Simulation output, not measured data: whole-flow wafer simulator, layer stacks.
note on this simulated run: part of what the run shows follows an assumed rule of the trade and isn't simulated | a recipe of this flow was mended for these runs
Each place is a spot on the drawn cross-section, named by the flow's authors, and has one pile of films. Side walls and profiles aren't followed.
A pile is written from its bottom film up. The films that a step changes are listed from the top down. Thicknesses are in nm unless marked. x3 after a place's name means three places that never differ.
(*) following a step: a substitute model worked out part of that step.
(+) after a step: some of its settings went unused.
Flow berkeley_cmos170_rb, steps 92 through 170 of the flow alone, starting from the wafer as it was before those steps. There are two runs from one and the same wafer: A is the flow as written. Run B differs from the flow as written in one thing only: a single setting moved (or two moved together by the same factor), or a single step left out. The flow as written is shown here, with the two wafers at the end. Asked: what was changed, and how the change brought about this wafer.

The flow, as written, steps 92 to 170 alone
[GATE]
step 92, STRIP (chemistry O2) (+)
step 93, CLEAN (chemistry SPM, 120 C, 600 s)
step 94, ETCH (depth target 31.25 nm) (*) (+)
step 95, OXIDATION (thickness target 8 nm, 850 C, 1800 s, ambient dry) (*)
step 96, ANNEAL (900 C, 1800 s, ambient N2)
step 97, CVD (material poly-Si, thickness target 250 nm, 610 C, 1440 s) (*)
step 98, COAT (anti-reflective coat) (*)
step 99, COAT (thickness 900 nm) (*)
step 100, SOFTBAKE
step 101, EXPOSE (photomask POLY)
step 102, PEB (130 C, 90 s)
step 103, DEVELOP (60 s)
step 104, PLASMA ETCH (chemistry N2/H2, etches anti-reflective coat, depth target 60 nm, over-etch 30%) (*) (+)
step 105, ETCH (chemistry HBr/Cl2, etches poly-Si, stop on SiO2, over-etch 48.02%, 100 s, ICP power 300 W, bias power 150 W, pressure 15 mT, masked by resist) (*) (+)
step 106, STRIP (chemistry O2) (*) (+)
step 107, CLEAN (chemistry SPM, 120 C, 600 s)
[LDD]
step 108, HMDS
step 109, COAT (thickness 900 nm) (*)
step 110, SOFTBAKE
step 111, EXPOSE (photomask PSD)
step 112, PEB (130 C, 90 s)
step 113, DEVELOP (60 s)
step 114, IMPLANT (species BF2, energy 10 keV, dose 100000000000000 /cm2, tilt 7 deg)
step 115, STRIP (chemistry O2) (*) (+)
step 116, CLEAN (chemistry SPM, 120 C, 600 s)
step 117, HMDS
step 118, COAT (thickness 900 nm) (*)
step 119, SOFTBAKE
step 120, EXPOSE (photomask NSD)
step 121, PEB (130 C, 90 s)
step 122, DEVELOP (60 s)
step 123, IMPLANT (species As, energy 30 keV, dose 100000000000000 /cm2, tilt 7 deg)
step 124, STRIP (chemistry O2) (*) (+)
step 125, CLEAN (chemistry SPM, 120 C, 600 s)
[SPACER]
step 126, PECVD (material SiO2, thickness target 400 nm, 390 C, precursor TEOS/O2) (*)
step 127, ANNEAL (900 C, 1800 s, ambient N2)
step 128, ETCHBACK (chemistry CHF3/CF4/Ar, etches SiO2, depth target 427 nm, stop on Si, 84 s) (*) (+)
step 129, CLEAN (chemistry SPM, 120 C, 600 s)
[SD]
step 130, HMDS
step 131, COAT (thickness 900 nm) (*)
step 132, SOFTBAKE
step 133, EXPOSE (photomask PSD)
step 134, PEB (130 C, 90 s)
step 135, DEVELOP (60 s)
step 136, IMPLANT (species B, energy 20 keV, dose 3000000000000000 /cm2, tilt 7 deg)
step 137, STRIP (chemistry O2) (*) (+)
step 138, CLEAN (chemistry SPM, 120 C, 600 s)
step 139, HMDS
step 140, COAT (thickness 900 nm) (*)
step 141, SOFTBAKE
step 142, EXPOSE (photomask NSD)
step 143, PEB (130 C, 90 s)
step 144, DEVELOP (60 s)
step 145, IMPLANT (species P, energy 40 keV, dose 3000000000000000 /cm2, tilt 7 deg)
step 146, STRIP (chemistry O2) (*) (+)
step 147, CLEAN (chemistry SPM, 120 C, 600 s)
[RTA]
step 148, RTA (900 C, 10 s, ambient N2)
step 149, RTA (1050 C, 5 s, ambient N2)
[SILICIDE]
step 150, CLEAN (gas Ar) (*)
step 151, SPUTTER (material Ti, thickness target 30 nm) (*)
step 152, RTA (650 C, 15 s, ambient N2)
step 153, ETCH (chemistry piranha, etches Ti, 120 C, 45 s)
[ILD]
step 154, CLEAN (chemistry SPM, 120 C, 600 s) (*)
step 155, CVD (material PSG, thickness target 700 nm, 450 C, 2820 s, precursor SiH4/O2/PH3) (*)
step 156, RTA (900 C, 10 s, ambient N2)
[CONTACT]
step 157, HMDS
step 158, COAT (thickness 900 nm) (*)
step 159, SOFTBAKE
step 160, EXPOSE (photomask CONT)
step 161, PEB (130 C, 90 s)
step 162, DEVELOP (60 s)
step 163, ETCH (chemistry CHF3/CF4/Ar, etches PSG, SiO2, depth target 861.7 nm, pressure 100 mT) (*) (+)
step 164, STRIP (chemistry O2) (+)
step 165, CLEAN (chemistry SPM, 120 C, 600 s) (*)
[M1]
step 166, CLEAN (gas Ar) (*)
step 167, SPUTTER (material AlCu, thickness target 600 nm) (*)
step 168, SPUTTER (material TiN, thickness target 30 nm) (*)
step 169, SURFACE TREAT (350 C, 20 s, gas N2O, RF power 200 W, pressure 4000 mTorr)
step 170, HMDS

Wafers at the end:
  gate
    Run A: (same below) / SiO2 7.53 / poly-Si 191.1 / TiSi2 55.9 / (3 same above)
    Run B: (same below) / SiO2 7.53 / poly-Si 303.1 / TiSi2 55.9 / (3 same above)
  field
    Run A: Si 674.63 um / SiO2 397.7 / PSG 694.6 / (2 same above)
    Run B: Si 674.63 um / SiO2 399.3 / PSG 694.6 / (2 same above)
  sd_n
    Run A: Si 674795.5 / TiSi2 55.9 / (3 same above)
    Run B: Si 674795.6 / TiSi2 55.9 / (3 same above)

Cause: step 97, CVD: thickness target 362 nm was run, though the flow has thickness target 250 nm; step 97, CVD: 2088 s was run, where the flow has 1440 s.

Step by step, how the change led to this:
  step 97, CVD (material poly-Si, thickness target 250 nm, 610 C, 1440 s) (*)
      field, sd_n, spacer_n and 6 more: A poly-Si gains 250 (new film) | B poly-Si gains 362 (new film)
  step 98, COAT (anti-reflective coat) (*)
      sd_n: A anti-reflective coat gains 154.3 (new film) | B anti-reflective coat gains 159.4 (new film)
      contact: A anti-reflective coat gains 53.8 (new film) | B anti-reflective coat gains 56.4 (new film)
  step 104, PLASMA ETCH (chemistry N2/H2, etches anti-reflective coat, depth target 60 nm, over-etch 30%) (*) (+)
      gate, gate_p: A KrF-resist loses 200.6 | B KrF-resist loses 207.3
      sd_n: A anti-reflective coat loses 154.3 (all of it), poly-Si loses 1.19 | B anti-reflective coat loses 159.4 (all of it), poly-Si loses 1.23
      (and at 1 other place as well)
  step 105, ETCH (chemistry HBr/Cl2, etches poly-Si, stop on SiO2, over-etch 48.02%, 100 s, ICP power 300 W, bias power 150 W, pressure 15 mT, masked by resist) (*) (+)
      spacer_n, spacer_p: A poly-Si loses 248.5 (all of it), SiO2 loses 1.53 | B poly-Si loses 360.4 (all of it), SiO2 loses 0.12
      field: A poly-Si loses 245 (all of it), SiO2 loses 1.8 | B poly-Si loses 356.9 (all of it), SiO2 loses 0.14
      (and at 4 other places as well)
  step 109, COAT (thickness 900 nm) (*)
      gate: A KrF-resist gains 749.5 (new film) | B KrF-resist gains 654.9 (new film)
      gate_p: A KrF-resist gains 745.7 (new film) | B KrF-resist gains 651.1 (new film)
  step 113, DEVELOP (60 s)
      gate_p: A KrF-resist loses 744.1 (all of it) | B KrF-resist loses 649.7 (all of it)
  step 115, STRIP (chemistry O2) (*) (+)
      gate: A KrF-resist loses 733 (all of it), chemical SiO2 gains 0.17 | B KrF-resist loses 638.6 (all of it), chemical SiO2 gains 0.17
  step 118, COAT (thickness 900 nm) (*)
      gate: A KrF-resist gains 748.7 (new film) | B KrF-resist gains 654.8 (new film)
      gate_p: A KrF-resist gains 744.7 (new film) | B KrF-resist gains 651 (new film)
  step 122, DEVELOP (60 s)
      gate: A KrF-resist loses 747.1 (all of it) | B KrF-resist loses 653.4 (all of it)
  step 124, STRIP (chemistry O2) (*) (+)
      gate_p: A KrF-resist loses 728.2 (all of it), chemical SiO2 gains 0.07 | B KrF-resist loses 634.6 (all of it), chemical SiO2 gains 0.07
  step 128, ETCHBACK (chemistry CHF3/CF4/Ar, etches SiO2, depth target 427 nm, stop on Si, 84 s) (*) (+)
      spacer_n: A SiO2 loses 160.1 | B SiO2 loses 48.4
      spacer_p: A SiO2 loses 160.1 | B SiO2 loses 48.3
  step 131, COAT (thickness 900 nm) (*)
      spacer_n: A KrF-resist gains 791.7 (new film) | B KrF-resist gains 710 (new film)
      gate: A KrF-resist gains 770.7 (new film) | B KrF-resist gains 690.9 (new film)
      (and at 2 other places as well)
  step 135, DEVELOP (60 s)
      spacer_p: A KrF-resist loses 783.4 (all of it) | B KrF-resist loses 702.2 (all of it)
      gate_p: A KrF-resist loses 762.3 (all of it) | B KrF-resist loses 683 (all of it)
  step 137, STRIP (chemistry O2) (*) (+)
      spacer_n: A KrF-resist loses 775.1 (all of it) | B KrF-resist loses 693.5 (all of it)
      gate: A KrF-resist loses 754.1 (all of it), chemical SiO2 gains 0.17, poly-Si loses 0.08 | B KrF-resist loses 674.5 (all of it), chemical SiO2 gains 0.17, poly-Si loses 0.08
  step 140, COAT (thickness 900 nm) (*)
      spacer_n: A KrF-resist gains 791.4 (new film) | B KrF-resist gains 710 (new film)
      gate: A KrF-resist gains 770.4 (new film) | B KrF-resist gains 690.8 (new film)
      (and at 2 other places as well)
  step 144, DEVELOP (60 s)
      spacer_n: A KrF-resist loses 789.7 (all of it) | B KrF-resist loses 708.5 (all of it)
      gate: A KrF-resist loses 768.7 (all of it) | B KrF-resist loses 689.3 (all of it)
  ... another 2 steps ...
  step 164, STRIP (chemistry O2) (+)
      field: A KrF-resist loses 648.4 (all of it) | B KrF-resist loses 662 (all of it)
      spacer_n: A KrF-resist loses 598.3 (all of it) | B KrF-resist loses 539.4 (all of it)
      (and at 4 other places as well)
